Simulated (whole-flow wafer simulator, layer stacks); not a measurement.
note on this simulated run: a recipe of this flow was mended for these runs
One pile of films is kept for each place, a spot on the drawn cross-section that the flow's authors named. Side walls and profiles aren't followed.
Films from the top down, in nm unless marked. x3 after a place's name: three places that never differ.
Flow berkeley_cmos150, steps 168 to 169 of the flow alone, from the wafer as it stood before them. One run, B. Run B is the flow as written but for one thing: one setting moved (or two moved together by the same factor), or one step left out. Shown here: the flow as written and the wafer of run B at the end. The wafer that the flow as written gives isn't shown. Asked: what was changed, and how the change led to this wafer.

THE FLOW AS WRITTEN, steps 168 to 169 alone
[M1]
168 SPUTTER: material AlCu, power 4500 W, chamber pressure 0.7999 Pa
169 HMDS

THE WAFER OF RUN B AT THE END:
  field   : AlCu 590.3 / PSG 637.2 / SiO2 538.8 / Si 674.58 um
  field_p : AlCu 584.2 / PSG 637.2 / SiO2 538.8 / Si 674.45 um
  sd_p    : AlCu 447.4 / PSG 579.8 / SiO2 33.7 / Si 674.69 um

The cause: step 168, SPUTTER: chamber pressure 0.9279 Pa was run, where the flow has chamber pressure 0.7999 Pa.

How the change led to this, step by step:
  168 SPUTTER: material AlCu, power 4500 W, chamber pressure 0.7999 Pa
      field, sd_n, gate_n, m1: AlCu +590.3 (new film) (as written it would be: AlCu +626.1 (new film))
      field_p: AlCu +584.2 (new film) (as written it would be: AlCu +619.8 (new film))
      (and at 3 more places)
